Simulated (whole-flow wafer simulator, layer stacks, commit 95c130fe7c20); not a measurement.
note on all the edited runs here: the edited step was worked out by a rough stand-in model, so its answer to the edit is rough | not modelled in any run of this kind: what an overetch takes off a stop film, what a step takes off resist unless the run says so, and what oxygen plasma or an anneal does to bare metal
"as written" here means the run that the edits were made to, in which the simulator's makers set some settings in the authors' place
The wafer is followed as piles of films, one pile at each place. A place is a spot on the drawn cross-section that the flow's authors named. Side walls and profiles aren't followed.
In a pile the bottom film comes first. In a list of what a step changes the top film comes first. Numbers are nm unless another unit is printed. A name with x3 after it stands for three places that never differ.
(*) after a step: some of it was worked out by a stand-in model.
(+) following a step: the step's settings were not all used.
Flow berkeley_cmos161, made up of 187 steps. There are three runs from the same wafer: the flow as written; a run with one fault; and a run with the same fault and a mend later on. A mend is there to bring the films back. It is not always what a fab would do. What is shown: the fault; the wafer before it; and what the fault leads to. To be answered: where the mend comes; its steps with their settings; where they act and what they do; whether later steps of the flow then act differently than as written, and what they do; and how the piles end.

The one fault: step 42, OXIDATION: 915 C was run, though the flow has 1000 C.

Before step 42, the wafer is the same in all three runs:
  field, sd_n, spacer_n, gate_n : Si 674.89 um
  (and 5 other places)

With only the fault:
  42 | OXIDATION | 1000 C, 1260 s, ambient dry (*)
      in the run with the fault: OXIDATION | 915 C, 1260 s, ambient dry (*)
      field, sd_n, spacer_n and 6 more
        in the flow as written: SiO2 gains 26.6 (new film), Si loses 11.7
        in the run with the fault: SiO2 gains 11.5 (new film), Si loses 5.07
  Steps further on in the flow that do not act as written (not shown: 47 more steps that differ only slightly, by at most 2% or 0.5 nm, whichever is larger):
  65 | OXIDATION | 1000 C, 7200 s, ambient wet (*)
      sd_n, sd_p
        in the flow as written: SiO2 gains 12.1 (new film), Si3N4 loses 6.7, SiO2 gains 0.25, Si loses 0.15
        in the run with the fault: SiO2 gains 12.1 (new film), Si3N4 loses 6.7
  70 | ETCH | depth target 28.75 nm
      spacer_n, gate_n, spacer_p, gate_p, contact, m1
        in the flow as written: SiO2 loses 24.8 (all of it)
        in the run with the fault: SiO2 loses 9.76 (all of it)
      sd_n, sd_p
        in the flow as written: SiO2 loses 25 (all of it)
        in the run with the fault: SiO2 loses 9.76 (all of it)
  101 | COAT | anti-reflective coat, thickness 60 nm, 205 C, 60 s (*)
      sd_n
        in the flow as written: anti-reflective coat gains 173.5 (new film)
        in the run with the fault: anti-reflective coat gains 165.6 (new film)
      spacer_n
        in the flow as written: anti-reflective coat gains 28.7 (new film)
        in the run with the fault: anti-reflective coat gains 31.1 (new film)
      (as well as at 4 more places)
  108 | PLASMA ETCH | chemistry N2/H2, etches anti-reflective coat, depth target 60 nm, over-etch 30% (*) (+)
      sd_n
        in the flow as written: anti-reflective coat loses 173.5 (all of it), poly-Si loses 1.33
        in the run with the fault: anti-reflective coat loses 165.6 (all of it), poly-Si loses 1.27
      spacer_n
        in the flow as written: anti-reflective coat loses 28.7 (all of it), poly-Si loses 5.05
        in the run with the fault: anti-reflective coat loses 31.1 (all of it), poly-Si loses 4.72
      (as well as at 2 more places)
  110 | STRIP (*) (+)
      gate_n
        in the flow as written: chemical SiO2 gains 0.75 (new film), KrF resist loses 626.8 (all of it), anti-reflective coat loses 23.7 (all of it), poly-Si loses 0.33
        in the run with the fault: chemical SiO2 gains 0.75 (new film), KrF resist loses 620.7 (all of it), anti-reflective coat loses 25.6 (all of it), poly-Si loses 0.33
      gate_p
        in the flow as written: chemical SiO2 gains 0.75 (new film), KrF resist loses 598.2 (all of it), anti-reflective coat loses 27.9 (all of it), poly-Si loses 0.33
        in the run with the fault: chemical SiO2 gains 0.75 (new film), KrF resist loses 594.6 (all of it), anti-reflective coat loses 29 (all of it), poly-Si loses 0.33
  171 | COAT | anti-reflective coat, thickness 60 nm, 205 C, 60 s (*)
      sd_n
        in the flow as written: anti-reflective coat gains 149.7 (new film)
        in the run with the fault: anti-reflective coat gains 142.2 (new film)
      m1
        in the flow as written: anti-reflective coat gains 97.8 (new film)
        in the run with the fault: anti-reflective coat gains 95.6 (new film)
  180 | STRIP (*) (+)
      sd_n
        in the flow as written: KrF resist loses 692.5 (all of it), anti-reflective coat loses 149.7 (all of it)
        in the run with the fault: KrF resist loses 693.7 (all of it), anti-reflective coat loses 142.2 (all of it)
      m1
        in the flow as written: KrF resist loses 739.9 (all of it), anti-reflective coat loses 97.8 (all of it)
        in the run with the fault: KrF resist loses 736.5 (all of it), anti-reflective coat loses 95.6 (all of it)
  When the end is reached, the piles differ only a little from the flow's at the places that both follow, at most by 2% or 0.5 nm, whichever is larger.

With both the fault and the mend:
  The mend stands after step 43.
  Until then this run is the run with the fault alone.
  43a | OXIDATION | 1000 C, 857 s, ambient dry (*) (a further turn of the flow's step 42, with different settings)
      field, sd_n, spacer_n and 6 more
        SiO2 gains 15, Si loses 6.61
  Later steps of the flow that are run all act as written at every place that is followed, up to a difference of at most 2% or 0.5 nm, whichever is larger.
  The piles end the same as the flow's at every place that both follow.
